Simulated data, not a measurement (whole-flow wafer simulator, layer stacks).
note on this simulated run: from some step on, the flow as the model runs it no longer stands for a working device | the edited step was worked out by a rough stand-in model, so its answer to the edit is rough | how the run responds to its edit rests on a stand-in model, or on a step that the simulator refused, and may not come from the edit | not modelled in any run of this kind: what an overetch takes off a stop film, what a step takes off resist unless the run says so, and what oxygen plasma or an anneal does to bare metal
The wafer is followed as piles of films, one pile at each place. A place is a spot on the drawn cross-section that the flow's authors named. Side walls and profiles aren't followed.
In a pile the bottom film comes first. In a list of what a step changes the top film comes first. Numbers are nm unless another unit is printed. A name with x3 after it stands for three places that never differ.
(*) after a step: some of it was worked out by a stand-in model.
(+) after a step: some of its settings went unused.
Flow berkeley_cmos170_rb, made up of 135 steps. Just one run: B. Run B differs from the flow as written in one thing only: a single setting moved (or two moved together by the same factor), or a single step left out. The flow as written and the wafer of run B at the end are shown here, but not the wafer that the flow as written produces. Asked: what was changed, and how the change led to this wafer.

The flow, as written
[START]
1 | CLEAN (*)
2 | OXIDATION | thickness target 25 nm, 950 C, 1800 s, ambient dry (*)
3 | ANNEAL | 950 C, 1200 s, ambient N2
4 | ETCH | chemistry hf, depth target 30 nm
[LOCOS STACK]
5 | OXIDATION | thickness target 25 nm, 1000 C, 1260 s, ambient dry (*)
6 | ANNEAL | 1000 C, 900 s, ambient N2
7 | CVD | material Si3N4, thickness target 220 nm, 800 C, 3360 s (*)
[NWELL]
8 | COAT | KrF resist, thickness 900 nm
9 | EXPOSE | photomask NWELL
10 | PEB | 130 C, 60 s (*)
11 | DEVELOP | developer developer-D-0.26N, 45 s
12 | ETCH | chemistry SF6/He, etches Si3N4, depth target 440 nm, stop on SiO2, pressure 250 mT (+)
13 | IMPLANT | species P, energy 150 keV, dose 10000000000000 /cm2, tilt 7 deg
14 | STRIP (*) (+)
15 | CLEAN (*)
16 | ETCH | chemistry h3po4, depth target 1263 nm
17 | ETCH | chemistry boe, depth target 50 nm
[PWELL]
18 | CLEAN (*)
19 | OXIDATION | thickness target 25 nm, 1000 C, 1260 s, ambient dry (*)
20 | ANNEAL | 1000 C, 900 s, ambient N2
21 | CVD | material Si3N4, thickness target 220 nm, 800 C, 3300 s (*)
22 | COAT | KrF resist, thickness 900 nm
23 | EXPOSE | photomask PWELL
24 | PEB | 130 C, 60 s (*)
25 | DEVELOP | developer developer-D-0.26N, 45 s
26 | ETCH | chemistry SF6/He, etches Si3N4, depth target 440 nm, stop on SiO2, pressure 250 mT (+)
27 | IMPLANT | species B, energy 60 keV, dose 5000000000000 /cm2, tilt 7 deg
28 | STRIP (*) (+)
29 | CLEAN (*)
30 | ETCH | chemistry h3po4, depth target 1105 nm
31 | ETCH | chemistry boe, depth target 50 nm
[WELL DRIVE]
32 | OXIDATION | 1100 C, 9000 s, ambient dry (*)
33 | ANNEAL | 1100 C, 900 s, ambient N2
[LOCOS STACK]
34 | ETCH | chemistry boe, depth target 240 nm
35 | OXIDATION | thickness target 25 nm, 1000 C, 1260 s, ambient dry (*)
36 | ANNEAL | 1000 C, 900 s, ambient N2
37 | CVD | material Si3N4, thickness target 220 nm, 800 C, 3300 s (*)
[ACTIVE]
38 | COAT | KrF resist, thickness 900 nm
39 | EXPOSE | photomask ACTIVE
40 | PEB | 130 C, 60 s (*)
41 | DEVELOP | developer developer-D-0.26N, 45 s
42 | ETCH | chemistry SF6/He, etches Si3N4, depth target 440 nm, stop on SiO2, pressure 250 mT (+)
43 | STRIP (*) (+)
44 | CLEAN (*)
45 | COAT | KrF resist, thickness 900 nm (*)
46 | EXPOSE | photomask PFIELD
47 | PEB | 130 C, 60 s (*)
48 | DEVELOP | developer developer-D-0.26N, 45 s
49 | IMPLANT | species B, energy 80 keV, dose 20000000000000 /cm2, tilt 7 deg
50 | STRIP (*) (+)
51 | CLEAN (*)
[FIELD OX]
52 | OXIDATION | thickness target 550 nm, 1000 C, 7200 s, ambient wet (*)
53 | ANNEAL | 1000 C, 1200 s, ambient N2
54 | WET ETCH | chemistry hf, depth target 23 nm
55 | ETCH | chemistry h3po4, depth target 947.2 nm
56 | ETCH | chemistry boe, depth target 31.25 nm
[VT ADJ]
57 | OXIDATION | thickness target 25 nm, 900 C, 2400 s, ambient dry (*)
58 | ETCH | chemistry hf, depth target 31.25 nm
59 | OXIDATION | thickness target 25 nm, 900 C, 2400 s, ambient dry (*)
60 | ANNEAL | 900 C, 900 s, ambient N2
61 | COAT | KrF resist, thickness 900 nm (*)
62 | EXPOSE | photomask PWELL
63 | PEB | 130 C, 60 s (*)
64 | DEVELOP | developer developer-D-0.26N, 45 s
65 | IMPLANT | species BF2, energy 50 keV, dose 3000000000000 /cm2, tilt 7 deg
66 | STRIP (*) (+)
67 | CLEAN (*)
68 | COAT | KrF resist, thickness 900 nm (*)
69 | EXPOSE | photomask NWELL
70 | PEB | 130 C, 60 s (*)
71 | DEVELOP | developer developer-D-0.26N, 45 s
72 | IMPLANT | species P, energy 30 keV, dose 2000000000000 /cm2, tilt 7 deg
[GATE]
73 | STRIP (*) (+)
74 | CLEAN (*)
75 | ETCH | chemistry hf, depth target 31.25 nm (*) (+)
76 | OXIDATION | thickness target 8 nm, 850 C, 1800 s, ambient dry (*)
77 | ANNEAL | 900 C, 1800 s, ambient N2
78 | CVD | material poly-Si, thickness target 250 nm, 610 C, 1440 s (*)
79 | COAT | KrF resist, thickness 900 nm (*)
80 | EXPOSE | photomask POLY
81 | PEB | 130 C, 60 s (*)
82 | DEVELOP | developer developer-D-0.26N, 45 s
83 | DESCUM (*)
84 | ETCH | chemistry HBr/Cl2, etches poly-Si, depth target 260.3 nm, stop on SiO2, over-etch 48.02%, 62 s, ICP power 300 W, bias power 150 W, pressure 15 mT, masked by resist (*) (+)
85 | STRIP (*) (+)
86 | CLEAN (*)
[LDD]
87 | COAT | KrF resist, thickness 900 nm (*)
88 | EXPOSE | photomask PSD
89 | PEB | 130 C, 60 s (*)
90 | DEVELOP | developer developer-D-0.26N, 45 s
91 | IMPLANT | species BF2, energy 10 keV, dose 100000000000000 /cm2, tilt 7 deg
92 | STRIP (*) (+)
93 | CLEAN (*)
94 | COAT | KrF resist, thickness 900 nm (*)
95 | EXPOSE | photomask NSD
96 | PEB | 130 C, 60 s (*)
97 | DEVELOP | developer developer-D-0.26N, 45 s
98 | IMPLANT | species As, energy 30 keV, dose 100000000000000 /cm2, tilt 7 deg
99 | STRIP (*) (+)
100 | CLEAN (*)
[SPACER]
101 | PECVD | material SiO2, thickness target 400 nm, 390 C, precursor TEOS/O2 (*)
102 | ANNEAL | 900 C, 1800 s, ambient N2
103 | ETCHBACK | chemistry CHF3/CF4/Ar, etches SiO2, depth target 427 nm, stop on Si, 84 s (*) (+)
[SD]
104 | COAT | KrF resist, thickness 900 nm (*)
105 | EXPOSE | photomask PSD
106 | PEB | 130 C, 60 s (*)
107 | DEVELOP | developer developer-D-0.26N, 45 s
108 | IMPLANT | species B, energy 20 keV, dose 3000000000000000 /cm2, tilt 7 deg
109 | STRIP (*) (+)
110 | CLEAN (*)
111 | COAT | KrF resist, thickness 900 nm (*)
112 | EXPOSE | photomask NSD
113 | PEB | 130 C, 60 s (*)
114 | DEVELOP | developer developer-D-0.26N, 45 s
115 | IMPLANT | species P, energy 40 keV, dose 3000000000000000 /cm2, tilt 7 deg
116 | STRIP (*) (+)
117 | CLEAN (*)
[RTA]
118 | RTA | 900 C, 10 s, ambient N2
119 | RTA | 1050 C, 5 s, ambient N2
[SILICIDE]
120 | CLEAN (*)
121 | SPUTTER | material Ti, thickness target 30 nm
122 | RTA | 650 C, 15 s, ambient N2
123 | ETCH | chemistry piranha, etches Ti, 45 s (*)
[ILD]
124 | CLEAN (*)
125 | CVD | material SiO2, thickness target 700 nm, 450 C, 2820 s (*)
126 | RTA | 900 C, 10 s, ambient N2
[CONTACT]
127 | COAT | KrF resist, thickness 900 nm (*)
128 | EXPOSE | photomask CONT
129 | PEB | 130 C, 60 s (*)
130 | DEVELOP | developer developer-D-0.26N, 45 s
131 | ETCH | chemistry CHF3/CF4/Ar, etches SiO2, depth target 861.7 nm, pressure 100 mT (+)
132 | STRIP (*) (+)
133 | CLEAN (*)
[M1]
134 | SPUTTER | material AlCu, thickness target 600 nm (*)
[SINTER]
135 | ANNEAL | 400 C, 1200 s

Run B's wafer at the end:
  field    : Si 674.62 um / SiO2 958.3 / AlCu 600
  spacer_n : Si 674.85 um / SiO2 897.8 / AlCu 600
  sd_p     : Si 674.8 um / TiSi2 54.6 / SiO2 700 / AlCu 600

The reason: step 101, PECVD: thickness target 200 nm was run, while the flow as written has thickness target 400 nm.

Step by step, how the change led to this:
  101 | PECVD | material SiO2, thickness target 400 nm, 390 C, precursor TEOS/O2 (*)
      field, sd_n, contact, m1: SiO2 gains 200 (it would be, as written: SiO2 gains 400)
      gate, gate_p: SiO2 gains 200 (new film) (it would be, as written: SiO2 gains 400 (new film))
      (and at 3 other places as well)
  103 | ETCHBACK | chemistry CHF3/CF4/Ar, etches SiO2, depth target 427 nm, stop on Si, 84 s (*) (+)
      spacer_n, spacer_p: nothing (it would be, as written: SiO2 loses 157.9)
      sd_n, contact, m1: SiO2 loses 206.1 (all of it) (it would be, as written: SiO2 loses 406.1 (all of it))
      (and at 3 other places as well)
  104 | COAT | KrF resist, thickness 900 nm (*)
      field: KrF resist gains 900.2 (new film) (it would be, as written: KrF resist gains 769.1 (new film))
      sd_n: KrF resist gains 918.2 (new film) (it would be, as written: KrF resist gains 982.1 (new film))
      (and at 5 other places as well)
  107 | DEVELOP | developer developer-D-0.26N, 45 s
      sd_p: KrF resist loses 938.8 (all of it) (it would be, as written: KrF resist loses 990.7 (all of it))
      gate_p: KrF resist loses 706.6 (all of it) (it would be, as written: KrF resist loses 743.2 (all of it))
  109 | STRIP (*) (+)
      field: KrF resist loses 886 (all of it) (it would be, as written: KrF resist loses 754.9 (all of it))
      sd_n: KrF resist loses 904 (all of it) (it would be, as written: KrF resist loses 967.9 (all of it))
      (and at 3 other places as well)
  111 | COAT | KrF resist, thickness 900 nm (*)
      field: KrF resist gains 900.2 (new film) (it would be, as written: KrF resist gains 769.1 (new film))
      sd_n: KrF resist gains 918.2 (new film) (it would be, as written: KrF resist gains 982.1 (new film))
      (and at 5 other places as well)
  114 | DEVELOP | developer developer-D-0.26N, 45 s
      sd_n: KrF resist loses 918.2 (all of it) (it would be, as written: KrF resist loses 982.1 (all of it))
      gate: KrF resist loses 706.4 (all of it) (it would be, as written: KrF resist loses 742.1 (all of it))
      (and at 1 other place as well)
  116 | STRIP (*) (+)
      field: KrF resist loses 886 (all of it) (it would be, as written: KrF resist loses 754.9 (all of it))
      sd_p: KrF resist loses 924.6 (all of it) (it would be, as written: KrF resist loses 976.5 (all of it))
      (and at 2 other places as well)
  121 | SPUTTER | material Ti, thickness target 30 nm
      sd_p: Ti gains 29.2 (new film) (it would be, as written: Ti gains 27.1 (new film))
  122 | RTA | 650 C, 15 s, ambient N2
      sd_p: Ti loses 22.8, TiSi first gains 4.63 (new film), TiSi2 C49 gains 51 (new film), Si loses 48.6 (it would be, as written: Ti loses 21.1, TiSi first gains 0.61 (new film), TiSi2 C49 gains 52.9 (new film), Si loses 47.6)
  126 | RTA | 900 C, 10 s, ambient N2
      sd_p: under 1 film: TiSi2 gains 54.6 (new film), TiSi first loses 4.63 (all of it), TiSi2 C49 loses 51 (all of it), Si loses 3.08 (it would be, as written: under 1 film: TiSi2 gains 50.7 (new film), TiSi first loses 0.61 (all of it), TiSi2 C49 loses 52.9 (all of it), Si loses 0.41)
  127 | COAT | KrF resist, thickness 900 nm (*)
      field: KrF resist gains 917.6 (new film) (it would be, as written: KrF resist gains 804.9 (new film))
      sd_n: KrF resist gains 929.2 (new film) (it would be, as written: KrF resist gains 1010 (new film))
      (and at 7 other places as well)
  130 | DEVELOP | developer developer-D-0.26N, 45 s
      contact: KrF resist loses 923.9 (all of it) (it would be, as written: KrF resist loses 979.7 (all of it))
  132 | STRIP (*) (+)
      field: KrF resist loses 687.9 (all of it) (it would be, as written: KrF resist loses 575.3 (all of it))
      sd_n: KrF resist loses 699.6 (all of it) (it would be, as written: KrF resist loses 780.4 (all of it))
      (and at 6 other places as well)
  134 | SPUTTER | material AlCu, thickness target 600 nm (*)
      sd_p: AlCu gains 600 (new film) (it would be, as written: AlCu gains 545.9 (new film))
